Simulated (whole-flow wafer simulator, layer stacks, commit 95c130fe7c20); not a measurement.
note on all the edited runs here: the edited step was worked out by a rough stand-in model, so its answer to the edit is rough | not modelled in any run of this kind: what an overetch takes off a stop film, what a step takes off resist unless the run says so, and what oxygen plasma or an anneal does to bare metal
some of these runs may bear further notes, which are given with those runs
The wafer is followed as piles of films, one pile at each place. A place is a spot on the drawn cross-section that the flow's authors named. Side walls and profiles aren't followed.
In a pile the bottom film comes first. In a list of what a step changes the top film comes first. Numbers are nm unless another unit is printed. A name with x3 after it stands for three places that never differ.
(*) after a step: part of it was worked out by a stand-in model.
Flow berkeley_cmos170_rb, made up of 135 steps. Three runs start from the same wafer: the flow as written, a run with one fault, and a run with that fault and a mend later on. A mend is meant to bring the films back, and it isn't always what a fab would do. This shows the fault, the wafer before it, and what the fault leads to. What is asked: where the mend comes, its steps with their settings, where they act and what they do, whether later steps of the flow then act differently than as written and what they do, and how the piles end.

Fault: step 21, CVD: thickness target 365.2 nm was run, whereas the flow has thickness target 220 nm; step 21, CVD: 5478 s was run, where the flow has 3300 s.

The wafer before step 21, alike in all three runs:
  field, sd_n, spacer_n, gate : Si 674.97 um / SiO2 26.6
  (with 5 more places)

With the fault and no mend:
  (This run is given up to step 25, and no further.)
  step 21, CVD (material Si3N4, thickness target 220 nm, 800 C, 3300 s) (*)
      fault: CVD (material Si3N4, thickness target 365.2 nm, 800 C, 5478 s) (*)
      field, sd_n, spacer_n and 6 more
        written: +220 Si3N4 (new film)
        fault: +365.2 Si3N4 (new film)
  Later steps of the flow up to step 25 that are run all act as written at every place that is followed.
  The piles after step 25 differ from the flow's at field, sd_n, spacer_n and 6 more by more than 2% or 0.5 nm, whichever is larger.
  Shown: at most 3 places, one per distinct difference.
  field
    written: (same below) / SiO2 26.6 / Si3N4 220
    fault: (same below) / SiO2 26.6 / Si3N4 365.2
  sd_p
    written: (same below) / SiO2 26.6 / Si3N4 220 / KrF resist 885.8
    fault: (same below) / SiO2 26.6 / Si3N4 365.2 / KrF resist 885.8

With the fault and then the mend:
  After step 21 comes the mend.
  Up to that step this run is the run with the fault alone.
  step 21a, ETCH (chemistry h3po4, depth target 145.2 nm) (the flow's step 16 again, with other settings)
      field, sd_n, spacer_n and 6 more
        -145.2 Si3N4
  Later steps of the flow that are run all act as written at every place that is followed.
  By the end, the piles equal the flow's at every place that both follow.
